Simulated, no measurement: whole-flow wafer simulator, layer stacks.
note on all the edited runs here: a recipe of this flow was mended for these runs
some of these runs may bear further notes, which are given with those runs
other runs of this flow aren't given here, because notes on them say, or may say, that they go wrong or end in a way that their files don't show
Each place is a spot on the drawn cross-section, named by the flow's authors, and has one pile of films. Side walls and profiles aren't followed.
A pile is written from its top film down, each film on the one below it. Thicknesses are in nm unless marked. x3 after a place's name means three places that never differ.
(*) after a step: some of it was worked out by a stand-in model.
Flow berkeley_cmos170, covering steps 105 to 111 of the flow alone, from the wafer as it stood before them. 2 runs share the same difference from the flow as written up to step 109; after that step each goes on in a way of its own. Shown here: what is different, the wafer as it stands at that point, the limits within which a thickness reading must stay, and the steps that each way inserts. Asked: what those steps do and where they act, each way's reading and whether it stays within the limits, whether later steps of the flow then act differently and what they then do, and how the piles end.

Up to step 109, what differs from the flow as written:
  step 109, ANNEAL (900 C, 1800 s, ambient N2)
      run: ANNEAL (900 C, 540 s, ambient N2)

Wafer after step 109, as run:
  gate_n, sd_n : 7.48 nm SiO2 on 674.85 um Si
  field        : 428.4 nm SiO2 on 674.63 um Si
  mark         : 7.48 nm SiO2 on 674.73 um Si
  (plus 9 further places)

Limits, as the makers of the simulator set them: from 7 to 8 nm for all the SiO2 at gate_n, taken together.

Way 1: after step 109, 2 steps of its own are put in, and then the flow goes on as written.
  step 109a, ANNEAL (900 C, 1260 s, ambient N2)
      alters no film at any place that is followed
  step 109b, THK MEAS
      alters no film at any place that is followed
  Reading after step 109b: 7.48 nm, inside the limits.
  Every later step of the flow that is run acts as written at every place that is followed.
  The piles end the same as the flow's at every place that both follow.

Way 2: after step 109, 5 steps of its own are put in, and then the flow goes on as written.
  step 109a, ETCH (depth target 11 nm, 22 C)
      mark, sd_n, spacer_n and 9 more
        -7.48 SiO2 (all of it)
      field
        -11 SiO2
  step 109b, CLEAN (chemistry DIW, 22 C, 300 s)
      alters no film at any place that is followed
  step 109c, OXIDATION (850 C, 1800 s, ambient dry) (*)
      mark, sd_n, spacer_n and 9 more
        +7.48 SiO2 (new film), -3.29 Si
      field
        +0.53 SiO2, -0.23 Si
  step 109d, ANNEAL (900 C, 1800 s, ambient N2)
      alters no film at any place that is followed
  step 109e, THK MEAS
      alters no film at any place that is followed
  Reading after step 109e: 7.48 nm, inside the limits.
  Every later step of the flow that is run acts as written at every place that is followed.
  By the end, the piles at field depart from the flow's by more than 2% or 0.5 nm, whichever is larger.
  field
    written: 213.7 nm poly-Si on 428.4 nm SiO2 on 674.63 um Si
    way: 213.7 nm poly-Si on 417.9 nm SiO2 on 674.63 um Si

Staying within the limits: way 1, way 2.
